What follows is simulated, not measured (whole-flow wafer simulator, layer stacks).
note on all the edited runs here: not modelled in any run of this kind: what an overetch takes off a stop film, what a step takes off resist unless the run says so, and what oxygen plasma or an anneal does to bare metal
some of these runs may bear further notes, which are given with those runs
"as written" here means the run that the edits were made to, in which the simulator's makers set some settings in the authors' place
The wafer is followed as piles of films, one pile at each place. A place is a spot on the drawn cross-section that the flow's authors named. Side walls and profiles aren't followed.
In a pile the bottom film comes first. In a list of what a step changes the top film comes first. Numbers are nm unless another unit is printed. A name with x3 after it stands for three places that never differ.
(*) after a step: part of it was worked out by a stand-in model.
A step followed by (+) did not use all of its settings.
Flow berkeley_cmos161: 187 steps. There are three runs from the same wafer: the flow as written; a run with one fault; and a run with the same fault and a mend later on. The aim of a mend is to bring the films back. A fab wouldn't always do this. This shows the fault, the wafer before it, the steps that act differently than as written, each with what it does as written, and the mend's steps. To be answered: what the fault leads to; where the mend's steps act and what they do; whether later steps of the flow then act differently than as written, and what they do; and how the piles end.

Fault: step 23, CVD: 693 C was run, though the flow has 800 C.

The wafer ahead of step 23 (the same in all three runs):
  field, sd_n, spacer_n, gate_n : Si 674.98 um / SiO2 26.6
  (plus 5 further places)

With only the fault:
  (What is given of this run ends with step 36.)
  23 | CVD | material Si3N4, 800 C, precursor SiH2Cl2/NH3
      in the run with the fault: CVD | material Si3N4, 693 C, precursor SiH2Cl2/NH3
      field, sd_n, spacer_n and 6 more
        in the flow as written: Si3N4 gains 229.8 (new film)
        in the run with the fault: Si3N4 gains 39.8 (new film)
  Steps later in the flow that act otherwise than as written (1 more step, not shown, differs only slightly: by at most 2% or 0.5 nm, whichever is larger):
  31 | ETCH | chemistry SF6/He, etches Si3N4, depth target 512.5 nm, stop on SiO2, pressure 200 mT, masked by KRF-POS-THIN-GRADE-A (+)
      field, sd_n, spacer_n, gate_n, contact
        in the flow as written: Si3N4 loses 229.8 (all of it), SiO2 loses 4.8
        in the run with the fault: Si3N4 loses 39.8 (all of it), SiO2 loses 4.8
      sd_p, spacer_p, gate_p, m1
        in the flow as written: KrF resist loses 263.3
        in the run with the fault: KrF resist loses 56.8
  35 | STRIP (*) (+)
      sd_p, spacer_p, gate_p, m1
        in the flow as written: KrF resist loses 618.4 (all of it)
        in the run with the fault: KrF resist loses 824.7 (all of it)
  Once step 36 is done, the piles at sd_p, spacer_p, gate_p, m1 depart from the flow's by more than 2% or 0.5 nm, whichever is larger.
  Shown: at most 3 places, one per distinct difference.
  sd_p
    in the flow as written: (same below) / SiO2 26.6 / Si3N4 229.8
    in the run with the fault: (same below) / SiO2 26.6 / Si3N4 39.8

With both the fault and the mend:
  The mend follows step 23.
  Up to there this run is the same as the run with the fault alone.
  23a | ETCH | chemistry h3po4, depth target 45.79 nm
      field, sd_n, spacer_n and 6 more
        Si3N4 loses 39.8 (all of it)
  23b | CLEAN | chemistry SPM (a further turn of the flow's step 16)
      leaves every film unchanged at each place that is followed
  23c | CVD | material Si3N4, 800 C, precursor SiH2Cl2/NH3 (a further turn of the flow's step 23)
      field, sd_n, spacer_n and 6 more
        Si3N4 gains 229.8 (new film)
  Every later step of the flow that is run acts as written at every place that is followed.
  By the end, the piles equal the flow's at every place that both follow.
